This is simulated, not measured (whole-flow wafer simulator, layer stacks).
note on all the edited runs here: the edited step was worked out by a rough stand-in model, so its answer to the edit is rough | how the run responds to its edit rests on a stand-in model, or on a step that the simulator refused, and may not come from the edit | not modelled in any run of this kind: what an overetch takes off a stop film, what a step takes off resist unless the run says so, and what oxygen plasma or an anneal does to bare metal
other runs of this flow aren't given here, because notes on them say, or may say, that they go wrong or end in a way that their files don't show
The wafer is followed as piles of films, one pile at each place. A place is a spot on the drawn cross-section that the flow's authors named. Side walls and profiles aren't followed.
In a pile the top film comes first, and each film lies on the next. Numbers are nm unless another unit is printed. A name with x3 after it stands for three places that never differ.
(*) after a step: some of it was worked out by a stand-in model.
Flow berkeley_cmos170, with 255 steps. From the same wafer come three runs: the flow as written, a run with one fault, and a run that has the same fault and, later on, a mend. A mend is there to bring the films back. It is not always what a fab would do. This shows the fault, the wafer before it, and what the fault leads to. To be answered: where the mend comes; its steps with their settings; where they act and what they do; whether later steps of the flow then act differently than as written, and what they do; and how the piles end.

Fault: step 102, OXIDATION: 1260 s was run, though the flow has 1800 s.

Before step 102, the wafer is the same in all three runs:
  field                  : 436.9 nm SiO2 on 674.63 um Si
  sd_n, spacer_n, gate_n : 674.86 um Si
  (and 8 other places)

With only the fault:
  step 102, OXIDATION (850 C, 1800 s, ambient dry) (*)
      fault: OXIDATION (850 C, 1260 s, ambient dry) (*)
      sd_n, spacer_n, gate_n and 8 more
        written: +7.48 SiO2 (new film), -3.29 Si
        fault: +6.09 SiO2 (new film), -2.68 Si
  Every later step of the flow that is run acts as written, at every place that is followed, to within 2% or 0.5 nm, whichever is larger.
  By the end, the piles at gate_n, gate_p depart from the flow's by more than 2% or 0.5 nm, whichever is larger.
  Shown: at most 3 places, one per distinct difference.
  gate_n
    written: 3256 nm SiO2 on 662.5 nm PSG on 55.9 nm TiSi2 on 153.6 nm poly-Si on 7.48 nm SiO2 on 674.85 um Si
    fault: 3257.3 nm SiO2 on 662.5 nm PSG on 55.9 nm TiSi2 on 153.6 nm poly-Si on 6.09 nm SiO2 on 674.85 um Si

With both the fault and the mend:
  The mend follows step 102.
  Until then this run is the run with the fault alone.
  step 102a, OXIDATION (850 C, 540 s, ambient dry) (*) (a further turn of the flow's step 102, with different settings)
      sd_n, spacer_n, gate_n and 8 more
        +1.39 SiO2, -0.61 Si
      field
        +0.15 SiO2, -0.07 Si
  Every later step of the flow that is run acts as written at every place that is followed.
  The piles end the same as the flow's at every place that both follow.
